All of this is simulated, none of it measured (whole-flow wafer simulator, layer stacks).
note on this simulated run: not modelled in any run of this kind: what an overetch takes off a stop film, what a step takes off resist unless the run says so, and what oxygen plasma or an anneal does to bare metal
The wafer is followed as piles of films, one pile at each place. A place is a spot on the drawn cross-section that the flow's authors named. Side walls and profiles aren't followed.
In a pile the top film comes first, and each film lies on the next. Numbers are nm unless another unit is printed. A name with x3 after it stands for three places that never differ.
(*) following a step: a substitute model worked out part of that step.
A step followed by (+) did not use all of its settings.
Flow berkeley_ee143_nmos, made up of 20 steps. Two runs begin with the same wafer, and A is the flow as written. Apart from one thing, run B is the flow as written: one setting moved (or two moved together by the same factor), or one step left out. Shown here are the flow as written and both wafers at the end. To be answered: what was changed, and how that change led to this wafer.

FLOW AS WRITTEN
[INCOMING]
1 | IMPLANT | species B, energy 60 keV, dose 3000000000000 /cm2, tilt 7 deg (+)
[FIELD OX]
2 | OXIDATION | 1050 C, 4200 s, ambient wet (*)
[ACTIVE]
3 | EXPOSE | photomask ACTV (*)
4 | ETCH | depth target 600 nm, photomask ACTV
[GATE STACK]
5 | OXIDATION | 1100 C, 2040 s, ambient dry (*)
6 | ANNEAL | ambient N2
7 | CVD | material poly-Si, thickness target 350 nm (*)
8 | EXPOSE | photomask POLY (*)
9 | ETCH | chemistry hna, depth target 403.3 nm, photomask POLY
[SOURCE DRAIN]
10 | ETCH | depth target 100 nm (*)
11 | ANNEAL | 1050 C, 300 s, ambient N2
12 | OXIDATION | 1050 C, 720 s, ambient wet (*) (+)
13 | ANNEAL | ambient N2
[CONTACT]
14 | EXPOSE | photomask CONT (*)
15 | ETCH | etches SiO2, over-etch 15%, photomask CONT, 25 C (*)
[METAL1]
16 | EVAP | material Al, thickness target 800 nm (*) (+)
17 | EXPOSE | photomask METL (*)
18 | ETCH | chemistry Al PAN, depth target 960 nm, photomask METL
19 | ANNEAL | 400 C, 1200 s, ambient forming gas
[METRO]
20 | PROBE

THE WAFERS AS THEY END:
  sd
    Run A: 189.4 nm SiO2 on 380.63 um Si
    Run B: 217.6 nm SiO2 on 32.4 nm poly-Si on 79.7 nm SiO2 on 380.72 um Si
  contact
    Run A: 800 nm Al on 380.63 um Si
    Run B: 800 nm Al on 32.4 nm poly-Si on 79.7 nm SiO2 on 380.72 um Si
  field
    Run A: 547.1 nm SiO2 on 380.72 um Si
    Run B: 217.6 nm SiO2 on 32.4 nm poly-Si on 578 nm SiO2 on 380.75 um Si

The reason: step 9, ETCH: depth target 221.8 nm was run, whereas the flow has depth target 403.3 nm.

The path from the change to this, step by step:
  9 | ETCH | chemistry hna, depth target 403.3 nm, photomask POLY
      sd, contact, field: A -350 poly-Si (all of it) | B -221.8 poly-Si
  10 | ETCH | depth target 100 nm (*)
      sd, contact: A -79.7 SiO2 (all of it) | B nothing
      field: A -100 SiO2 | B nothing
  12 | OXIDATION | 1050 C, 720 s, ambient wet (*) (+)
      sd, contact: A +189.4 SiO2 (new film), -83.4 Si | B +217.6 SiO2 (new film), -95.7 poly-Si
      field: A +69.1 SiO2, -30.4 Si | B +217.6 SiO2 (new film), -95.7 poly-Si
  15 | ETCH | etches SiO2, over-etch 15%, photomask CONT, 25 C (*)
      contact: A -189.4 SiO2 (all of it) | B -217.6 SiO2 (all of it)
